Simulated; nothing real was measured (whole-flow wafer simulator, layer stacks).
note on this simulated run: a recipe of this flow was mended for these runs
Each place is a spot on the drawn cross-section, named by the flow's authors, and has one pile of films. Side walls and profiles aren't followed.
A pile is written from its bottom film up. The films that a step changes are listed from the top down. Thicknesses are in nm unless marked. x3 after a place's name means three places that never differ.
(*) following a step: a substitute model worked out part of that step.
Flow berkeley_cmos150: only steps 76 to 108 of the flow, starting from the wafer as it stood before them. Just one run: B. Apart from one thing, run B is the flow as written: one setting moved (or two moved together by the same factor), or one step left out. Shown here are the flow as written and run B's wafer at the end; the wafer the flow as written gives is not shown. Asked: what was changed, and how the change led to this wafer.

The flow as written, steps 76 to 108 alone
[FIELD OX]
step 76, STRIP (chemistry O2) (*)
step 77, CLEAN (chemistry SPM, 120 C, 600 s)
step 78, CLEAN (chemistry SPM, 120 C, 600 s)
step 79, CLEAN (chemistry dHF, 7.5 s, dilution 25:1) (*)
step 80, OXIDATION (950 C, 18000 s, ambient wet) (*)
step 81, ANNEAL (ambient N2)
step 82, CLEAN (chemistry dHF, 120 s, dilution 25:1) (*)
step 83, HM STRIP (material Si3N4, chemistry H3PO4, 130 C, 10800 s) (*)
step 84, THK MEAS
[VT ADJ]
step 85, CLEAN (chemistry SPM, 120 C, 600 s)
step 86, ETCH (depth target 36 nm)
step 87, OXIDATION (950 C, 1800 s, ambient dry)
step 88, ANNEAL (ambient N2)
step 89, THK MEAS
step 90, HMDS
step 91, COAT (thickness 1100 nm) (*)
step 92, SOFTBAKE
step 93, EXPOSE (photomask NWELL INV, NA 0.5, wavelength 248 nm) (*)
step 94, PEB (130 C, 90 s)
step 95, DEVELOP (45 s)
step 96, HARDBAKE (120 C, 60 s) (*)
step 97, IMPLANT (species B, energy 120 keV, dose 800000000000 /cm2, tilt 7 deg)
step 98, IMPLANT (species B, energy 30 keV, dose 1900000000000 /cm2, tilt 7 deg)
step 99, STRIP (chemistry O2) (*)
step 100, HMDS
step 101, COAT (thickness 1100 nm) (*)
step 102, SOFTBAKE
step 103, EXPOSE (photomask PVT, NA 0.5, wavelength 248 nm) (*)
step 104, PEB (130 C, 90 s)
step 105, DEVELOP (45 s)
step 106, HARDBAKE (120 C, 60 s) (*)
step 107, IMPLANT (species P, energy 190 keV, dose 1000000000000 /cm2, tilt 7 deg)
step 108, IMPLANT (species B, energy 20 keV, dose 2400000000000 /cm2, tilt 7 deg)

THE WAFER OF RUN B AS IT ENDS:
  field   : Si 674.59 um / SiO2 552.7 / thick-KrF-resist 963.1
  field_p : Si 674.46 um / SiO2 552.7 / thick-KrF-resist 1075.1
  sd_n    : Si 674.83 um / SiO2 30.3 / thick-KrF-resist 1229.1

The reason: step 86, ETCH: depth target 49 nm was run, while the flow as written has depth target 36 nm.

How this came from the change, step by step:
  step 86, ETCH (depth target 36 nm)
      field, field_p, sd_n: -49 SiO2 (as written it would have been: -36 SiO2)
  step 87, OXIDATION (950 C, 1800 s, ambient dry)
      sd_n: +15 SiO2, -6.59 Si (as written it would have been: +12.1 SiO2, -5.32 Si)
